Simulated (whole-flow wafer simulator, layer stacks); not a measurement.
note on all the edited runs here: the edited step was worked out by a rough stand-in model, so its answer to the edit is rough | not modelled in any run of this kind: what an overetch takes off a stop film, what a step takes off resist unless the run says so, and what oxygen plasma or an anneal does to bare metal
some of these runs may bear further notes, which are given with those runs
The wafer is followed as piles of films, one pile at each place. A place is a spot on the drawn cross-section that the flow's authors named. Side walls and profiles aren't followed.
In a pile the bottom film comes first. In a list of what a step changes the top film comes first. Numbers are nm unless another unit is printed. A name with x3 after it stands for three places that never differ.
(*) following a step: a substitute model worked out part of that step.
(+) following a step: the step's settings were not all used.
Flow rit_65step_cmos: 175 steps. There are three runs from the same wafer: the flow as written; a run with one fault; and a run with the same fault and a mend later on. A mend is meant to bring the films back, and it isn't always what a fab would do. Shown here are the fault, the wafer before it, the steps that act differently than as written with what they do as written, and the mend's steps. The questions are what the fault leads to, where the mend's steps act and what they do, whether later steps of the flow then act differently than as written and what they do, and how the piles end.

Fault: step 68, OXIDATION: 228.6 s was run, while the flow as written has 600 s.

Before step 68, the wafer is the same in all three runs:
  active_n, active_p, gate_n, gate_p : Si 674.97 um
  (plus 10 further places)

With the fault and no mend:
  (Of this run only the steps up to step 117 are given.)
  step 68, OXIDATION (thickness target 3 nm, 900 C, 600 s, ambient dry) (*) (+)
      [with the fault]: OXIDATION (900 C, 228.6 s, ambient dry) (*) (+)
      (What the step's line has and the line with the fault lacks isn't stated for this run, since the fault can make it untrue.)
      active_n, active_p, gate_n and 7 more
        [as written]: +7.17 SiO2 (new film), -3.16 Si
        [with the fault]: +4.28 SiO2 (new film), -1.88 Si
  Later steps of the flow acting differently than as written (14 more steps, not shown, differ only slightly: by at most 2% or 0.5 nm, whichever is larger):
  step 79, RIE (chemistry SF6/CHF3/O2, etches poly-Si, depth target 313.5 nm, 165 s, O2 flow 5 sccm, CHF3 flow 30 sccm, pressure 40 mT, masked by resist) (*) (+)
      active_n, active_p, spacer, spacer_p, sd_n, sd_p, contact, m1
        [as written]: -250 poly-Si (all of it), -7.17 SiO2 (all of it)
        [with the fault]: -250 poly-Si (all of it), -4.28 SiO2 (all of it)
  The piles after step 117 differ from the flow's at gate_n, gate_p by more than 2% or 0.5 nm, whichever is larger.
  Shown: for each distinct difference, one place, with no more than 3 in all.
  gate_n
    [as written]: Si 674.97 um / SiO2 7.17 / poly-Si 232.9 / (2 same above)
    [with the fault]: Si 674.97 um / SiO2 4.28 / poly-Si 232.9 / (2 same above)

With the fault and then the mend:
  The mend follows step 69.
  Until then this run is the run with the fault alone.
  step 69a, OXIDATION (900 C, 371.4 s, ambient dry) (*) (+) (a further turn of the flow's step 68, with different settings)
      active_n, active_p, gate_n and 7 more
        +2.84 SiO2, -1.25 Si
  Every later step of the flow that is run acts as written, at every place that is followed, to within 2% or 0.5 nm, whichever is larger.
  At the end the piles are close to the flow's at the places that both follow, differing by at most 2% or 0.5 nm, whichever is larger.
